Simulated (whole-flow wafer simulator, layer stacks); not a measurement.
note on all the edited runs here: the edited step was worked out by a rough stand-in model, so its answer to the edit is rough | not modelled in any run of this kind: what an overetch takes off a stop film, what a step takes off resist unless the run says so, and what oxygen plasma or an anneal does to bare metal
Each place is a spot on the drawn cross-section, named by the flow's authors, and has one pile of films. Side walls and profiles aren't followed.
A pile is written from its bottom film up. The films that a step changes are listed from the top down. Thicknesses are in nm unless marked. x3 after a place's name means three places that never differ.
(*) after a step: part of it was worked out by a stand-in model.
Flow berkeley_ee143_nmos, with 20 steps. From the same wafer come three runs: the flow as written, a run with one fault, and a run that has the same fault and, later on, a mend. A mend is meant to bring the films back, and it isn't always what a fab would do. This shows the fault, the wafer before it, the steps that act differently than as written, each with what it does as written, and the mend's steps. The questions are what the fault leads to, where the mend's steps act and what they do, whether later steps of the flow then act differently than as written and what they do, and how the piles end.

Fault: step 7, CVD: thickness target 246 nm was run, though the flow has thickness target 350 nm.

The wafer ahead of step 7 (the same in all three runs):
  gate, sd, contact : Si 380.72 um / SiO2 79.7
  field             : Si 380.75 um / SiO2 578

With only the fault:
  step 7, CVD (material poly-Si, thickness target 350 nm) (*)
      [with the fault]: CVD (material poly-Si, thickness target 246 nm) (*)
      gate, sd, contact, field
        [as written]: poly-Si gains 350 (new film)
        [with the fault]: poly-Si gains 246 (new film)
  Steps later in the flow that act otherwise than as written:
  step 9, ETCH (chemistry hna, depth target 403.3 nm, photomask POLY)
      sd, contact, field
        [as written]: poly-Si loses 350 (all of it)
        [with the fault]: poly-Si loses 246 (all of it)
  The piles end different from the flow's at gate by more than 2% or 0.5 nm, whichever is larger.
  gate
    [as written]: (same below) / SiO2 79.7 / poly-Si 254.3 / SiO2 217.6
    [with the fault]: (same below) / SiO2 79.7 / poly-Si 150.3 / SiO2 217.6

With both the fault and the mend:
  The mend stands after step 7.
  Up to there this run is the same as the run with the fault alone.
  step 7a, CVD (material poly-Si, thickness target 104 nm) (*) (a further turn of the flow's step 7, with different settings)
      gate, sd, contact, field
        poly-Si gains 104
  Later steps of the flow that are run all act as written at every place that is followed.
  The piles end the same as the flow's at every place that both follow.
